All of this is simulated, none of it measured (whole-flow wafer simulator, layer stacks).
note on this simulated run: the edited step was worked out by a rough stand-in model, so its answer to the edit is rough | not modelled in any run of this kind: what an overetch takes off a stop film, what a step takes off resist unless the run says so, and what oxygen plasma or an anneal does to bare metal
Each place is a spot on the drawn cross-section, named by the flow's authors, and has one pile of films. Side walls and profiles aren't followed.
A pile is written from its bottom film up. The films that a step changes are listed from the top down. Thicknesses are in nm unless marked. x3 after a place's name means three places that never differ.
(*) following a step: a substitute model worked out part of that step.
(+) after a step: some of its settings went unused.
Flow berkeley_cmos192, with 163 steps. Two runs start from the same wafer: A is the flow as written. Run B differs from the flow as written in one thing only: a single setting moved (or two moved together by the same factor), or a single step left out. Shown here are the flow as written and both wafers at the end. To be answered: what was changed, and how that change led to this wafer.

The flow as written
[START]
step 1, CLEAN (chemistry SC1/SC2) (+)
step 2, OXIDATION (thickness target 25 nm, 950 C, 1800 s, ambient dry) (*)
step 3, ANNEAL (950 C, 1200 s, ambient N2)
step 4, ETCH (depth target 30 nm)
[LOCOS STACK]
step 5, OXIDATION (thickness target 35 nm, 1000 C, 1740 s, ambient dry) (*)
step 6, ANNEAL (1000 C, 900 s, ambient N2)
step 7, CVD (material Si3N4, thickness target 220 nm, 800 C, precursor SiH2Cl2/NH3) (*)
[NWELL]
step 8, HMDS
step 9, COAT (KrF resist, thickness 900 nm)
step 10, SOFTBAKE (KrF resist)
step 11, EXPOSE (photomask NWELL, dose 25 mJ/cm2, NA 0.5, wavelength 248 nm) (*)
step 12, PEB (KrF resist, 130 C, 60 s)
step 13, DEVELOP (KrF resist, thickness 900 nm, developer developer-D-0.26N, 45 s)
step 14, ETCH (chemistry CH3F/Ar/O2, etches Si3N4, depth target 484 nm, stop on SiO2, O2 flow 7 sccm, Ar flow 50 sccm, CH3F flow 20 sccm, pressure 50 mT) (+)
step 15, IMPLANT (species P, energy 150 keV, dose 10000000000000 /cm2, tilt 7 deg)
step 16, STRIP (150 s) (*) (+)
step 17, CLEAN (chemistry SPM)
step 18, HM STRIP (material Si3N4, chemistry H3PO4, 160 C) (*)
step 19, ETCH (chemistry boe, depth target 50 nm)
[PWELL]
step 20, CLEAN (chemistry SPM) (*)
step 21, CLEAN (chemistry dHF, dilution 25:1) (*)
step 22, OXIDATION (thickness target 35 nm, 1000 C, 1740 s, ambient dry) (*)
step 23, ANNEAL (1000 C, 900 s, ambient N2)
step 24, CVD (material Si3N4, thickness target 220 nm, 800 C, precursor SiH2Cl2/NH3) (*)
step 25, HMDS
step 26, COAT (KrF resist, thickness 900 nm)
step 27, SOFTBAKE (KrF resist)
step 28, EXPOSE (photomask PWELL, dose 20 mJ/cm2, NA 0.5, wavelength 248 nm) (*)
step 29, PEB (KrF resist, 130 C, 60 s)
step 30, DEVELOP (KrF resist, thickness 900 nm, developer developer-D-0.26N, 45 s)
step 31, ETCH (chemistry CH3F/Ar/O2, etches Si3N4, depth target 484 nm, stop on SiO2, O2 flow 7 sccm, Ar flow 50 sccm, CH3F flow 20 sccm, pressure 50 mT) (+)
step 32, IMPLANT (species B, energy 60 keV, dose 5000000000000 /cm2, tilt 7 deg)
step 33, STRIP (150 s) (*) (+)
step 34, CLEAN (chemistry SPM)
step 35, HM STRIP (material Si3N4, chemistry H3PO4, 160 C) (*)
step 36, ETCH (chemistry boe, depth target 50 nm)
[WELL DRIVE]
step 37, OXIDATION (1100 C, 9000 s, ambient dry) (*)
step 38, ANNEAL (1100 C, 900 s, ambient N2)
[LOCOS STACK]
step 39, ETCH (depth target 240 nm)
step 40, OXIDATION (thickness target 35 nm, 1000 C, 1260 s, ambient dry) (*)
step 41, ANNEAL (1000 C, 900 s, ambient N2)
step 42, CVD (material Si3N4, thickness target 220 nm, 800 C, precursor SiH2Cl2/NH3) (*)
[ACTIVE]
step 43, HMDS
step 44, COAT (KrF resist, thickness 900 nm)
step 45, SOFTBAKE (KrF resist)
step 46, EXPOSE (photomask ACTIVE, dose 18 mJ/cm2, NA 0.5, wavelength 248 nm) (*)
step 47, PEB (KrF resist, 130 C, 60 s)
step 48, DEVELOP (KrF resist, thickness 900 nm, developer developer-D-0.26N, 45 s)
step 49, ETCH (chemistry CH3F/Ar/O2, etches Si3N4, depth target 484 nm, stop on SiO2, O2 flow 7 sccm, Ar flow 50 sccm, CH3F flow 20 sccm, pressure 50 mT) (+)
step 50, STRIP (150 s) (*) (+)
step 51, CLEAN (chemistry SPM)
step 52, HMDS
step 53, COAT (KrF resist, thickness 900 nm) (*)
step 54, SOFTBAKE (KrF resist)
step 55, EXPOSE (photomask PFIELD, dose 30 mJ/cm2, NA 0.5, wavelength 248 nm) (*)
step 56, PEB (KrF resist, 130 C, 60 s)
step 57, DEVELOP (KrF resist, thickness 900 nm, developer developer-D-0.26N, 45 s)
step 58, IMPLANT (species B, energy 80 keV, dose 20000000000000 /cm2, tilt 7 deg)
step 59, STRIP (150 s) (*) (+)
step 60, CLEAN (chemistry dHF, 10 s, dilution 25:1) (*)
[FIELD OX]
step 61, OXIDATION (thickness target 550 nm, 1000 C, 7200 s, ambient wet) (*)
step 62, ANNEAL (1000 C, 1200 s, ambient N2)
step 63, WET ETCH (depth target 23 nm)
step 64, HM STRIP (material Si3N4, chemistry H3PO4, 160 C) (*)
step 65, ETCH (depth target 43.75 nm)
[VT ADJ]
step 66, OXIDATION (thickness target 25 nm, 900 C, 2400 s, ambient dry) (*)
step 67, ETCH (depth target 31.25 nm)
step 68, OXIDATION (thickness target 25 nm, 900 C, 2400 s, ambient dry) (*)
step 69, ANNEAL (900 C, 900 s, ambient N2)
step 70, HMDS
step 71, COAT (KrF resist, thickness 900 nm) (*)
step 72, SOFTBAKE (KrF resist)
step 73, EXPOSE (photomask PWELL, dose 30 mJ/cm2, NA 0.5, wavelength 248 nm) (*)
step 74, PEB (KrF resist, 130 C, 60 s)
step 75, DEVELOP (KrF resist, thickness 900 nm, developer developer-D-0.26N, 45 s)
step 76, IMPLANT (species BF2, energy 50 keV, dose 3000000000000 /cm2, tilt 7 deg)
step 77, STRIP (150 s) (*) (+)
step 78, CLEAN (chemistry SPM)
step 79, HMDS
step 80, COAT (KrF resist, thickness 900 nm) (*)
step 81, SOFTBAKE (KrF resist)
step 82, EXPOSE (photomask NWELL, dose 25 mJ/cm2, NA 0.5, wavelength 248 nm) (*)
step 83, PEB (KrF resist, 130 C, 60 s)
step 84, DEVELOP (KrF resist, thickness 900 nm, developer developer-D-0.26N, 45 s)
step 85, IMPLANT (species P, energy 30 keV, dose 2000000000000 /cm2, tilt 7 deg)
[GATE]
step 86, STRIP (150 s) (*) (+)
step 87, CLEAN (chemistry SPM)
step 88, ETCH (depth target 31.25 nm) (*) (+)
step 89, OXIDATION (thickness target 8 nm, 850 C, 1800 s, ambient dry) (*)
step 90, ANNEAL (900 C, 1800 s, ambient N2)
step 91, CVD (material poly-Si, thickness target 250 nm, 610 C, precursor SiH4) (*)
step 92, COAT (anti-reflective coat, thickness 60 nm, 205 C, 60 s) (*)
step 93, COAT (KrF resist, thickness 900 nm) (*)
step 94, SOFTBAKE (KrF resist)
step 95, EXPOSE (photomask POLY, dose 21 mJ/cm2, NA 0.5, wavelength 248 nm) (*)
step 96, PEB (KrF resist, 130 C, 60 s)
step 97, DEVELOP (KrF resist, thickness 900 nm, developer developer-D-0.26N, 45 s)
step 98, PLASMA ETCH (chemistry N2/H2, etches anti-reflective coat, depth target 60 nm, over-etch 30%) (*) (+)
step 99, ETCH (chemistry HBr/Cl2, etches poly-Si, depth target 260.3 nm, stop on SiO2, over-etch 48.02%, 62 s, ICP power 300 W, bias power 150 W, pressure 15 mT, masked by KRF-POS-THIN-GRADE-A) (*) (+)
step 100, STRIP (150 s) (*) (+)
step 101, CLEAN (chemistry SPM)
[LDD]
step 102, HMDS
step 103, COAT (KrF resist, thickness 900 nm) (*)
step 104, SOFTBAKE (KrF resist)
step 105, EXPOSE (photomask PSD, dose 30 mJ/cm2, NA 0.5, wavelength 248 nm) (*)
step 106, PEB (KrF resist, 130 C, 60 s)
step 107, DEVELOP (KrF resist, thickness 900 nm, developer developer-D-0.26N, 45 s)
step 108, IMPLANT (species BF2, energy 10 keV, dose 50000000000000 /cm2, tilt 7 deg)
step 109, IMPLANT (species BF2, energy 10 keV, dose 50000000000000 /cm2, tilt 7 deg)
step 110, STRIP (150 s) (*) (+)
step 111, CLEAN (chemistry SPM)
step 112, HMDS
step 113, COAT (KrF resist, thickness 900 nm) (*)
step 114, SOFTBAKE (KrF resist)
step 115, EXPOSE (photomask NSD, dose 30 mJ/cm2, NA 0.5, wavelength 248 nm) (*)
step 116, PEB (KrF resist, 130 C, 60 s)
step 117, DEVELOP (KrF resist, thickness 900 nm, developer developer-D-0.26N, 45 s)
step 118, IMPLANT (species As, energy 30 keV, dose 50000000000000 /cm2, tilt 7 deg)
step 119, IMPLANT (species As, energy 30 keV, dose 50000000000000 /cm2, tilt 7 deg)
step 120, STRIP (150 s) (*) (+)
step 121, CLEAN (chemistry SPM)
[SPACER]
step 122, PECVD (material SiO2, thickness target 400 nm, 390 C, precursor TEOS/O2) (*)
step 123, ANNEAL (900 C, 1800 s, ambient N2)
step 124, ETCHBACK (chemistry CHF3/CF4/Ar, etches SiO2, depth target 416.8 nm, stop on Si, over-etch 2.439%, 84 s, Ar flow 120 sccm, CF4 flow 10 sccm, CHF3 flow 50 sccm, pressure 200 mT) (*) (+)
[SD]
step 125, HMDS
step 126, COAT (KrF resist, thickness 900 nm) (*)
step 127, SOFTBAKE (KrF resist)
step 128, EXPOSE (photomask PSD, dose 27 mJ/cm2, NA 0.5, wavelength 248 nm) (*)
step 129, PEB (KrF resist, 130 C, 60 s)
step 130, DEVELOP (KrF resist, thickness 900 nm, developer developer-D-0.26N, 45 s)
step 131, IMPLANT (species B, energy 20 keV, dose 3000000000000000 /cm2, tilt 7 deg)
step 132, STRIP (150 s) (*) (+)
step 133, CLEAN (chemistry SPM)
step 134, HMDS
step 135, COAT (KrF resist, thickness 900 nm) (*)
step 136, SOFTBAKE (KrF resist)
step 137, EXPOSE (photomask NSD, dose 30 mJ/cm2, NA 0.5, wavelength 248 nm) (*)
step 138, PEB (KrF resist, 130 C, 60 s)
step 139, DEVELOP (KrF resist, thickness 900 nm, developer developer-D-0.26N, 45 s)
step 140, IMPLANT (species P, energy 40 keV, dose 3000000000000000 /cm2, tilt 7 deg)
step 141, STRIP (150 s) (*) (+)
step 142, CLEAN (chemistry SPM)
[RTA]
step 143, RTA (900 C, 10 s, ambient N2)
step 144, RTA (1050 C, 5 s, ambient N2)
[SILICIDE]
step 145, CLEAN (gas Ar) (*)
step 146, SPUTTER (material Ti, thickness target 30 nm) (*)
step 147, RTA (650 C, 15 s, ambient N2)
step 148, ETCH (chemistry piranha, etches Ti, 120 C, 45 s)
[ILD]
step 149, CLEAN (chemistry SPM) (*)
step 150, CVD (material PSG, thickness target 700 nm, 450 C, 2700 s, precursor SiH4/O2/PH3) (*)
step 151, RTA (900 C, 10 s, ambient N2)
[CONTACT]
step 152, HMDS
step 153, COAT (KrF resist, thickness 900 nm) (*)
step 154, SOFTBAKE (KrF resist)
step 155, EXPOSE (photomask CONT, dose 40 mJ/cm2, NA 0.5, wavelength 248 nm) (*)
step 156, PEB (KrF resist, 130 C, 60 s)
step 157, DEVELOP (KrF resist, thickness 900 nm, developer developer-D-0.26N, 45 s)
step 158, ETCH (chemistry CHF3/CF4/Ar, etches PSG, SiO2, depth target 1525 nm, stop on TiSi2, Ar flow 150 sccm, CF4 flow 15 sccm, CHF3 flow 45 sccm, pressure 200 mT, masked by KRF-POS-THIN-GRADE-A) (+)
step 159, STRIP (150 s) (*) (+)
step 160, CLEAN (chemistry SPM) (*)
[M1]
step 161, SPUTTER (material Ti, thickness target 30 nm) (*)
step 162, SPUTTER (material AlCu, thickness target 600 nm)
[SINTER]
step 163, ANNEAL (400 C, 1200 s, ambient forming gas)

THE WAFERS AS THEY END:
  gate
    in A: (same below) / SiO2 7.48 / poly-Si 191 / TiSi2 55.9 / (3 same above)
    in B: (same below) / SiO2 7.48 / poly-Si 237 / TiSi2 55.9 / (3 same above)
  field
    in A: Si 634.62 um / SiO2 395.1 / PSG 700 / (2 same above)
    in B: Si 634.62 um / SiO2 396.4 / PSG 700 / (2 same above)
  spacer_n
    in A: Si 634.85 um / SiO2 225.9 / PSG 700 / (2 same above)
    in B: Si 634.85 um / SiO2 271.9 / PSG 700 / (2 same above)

Cause: step 91, CVD: thickness target 296 nm was run, though the flow has thickness target 250 nm.

The path from the change to this, step by step:
  step 91, CVD (material poly-Si, thickness target 250 nm, 610 C, precursor SiH4) (*)
      field, sd_n, spacer_n and 6 more: A +250 poly-Si (new film) | B +296 poly-Si (new film)
  step 99, ETCH (chemistry HBr/Cl2, etches poly-Si, depth target 260.3 nm, stop on SiO2, over-etch 48.02%, 62 s, ICP power 300 W, bias power 150 W, pressure 15 mT, masked by KRF-POS-THIN-GRADE-A) (*) (+)
      spacer_n, spacer_p: A -245.8 poly-Si (all of it), -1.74 SiO2 | B -291.7 poly-Si (all of it), -0.47 SiO2
      field: A -245.8 poly-Si (all of it), -1.74 SiO2 | B -291.8 poly-Si (all of it), -0.47 SiO2
      (and at 4 other places as well)
  step 103, COAT (KrF resist, thickness 900 nm) (*)
      gate: A +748 KrF resist (new film) | B +709.6 KrF resist (new film)
      gate_p: A +744.1 KrF resist (new film) | B +705.6 KrF resist (new film)
  step 107, DEVELOP (KrF resist, thickness 900 nm, developer developer-D-0.26N, 45 s)
      gate_p: A -742.9 KrF resist (all of it) | B -704.6 KrF resist (all of it)
  step 110, STRIP (150 s) (*) (+)
      gate: A -732.7 KrF resist (all of it), +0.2 chemical SiO2, -0.09 poly-Si | B -694.3 KrF resist (all of it), +0.2 chemical SiO2, -0.09 poly-Si
  step 113, COAT (KrF resist, thickness 900 nm) (*)
      gate: A +747.9 KrF resist (new film) | B +709.5 KrF resist (new film)
      gate_p: A +743.9 KrF resist (new film) | B +705.5 KrF resist (new film)
  step 117, DEVELOP (KrF resist, thickness 900 nm, developer developer-D-0.26N, 45 s)
      gate: A -746.8 KrF resist (all of it) | B -708.4 KrF resist (all of it)
  step 120, STRIP (150 s) (*) (+)
      gate_p: A -728.6 KrF resist (all of it), +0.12 chemical SiO2, -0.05 poly-Si | B -690.2 KrF resist (all of it), +0.12 chemical SiO2, -0.05 poly-Si
  step 124, ETCHBACK (chemistry CHF3/CF4/Ar, etches SiO2, depth target 416.8 nm, stop on Si, over-etch 2.439%, 84 s, Ar flow 120 sccm, CF4 flow 10 sccm, CHF3 flow 50 sccm, pressure 200 mT) (*) (+)
      spacer_n: A -160 SiO2 | B -115.2 SiO2
      spacer_p: A -159.9 SiO2 | B -115.2 SiO2
  step 126, COAT (KrF resist, thickness 900 nm) (*)
      spacer_n: A +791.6 KrF resist (new film) | B +757.9 KrF resist (new film)
      gate: A +771.5 KrF resist (new film) | B +738.5 KrF resist (new film)
      (and at 2 other places as well)
  step 130, DEVELOP (KrF resist, thickness 900 nm, developer developer-D-0.26N, 45 s)
      spacer_p: A -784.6 KrF resist (all of it) | B -751 KrF resist (all of it)
      gate_p: A -764.3 KrF resist (all of it) | B -731.5 KrF resist (all of it)
  step 132, STRIP (150 s) (*) (+)
      spacer_n: A -776.1 KrF resist (all of it) | B -742.5 KrF resist (all of it)
      gate: A +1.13 chemical SiO2 (new film), -756.1 KrF resist (all of it), -0.5 poly-Si | B +1.13 chemical SiO2 (new film), -723.2 KrF resist (all of it), -0.5 poly-Si
  step 135, COAT (KrF resist, thickness 900 nm) (*)
      spacer_n: A +791.1 KrF resist (new film) | B +758.2 KrF resist (new film)
      gate: A +770.3 KrF resist (new film) | B +738.2 KrF resist (new film)
      (and at 2 other places as well)
  step 139, DEVELOP (KrF resist, thickness 900 nm, developer developer-D-0.26N, 45 s)
      spacer_n: A -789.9 KrF resist (all of it) | B -757 KrF resist (all of it)
      gate: A -769.1 KrF resist (all of it) | B -737.1 KrF resist (all of it)
  step 141, STRIP (150 s) (*) (+)
      spacer_p: A -770.2 KrF resist (all of it) | B -737.2 KrF resist (all of it)
      gate_p: A -749.1 KrF resist (all of it), +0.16 chemical SiO2 | B -716.9 KrF resist (all of it), +0.16 chemical SiO2
  step 153, COAT (KrF resist, thickness 900 nm) (*)
      spacer_n: A +829.8 KrF resist (new film) | B +805.4 KrF resist (new film)
      gate: A +809.7 KrF resist (new film) | B +788.2 KrF resist (new film)
      (and at 2 other places as well)
  step 159, STRIP (150 s) (*) (+)
      spacer_n: A -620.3 KrF resist (all of it) | B -595.9 KrF resist (all of it)
      gate: A -600.1 KrF resist (all of it) | B -578.7 KrF resist (all of it)
      (and at 2 other places as well)
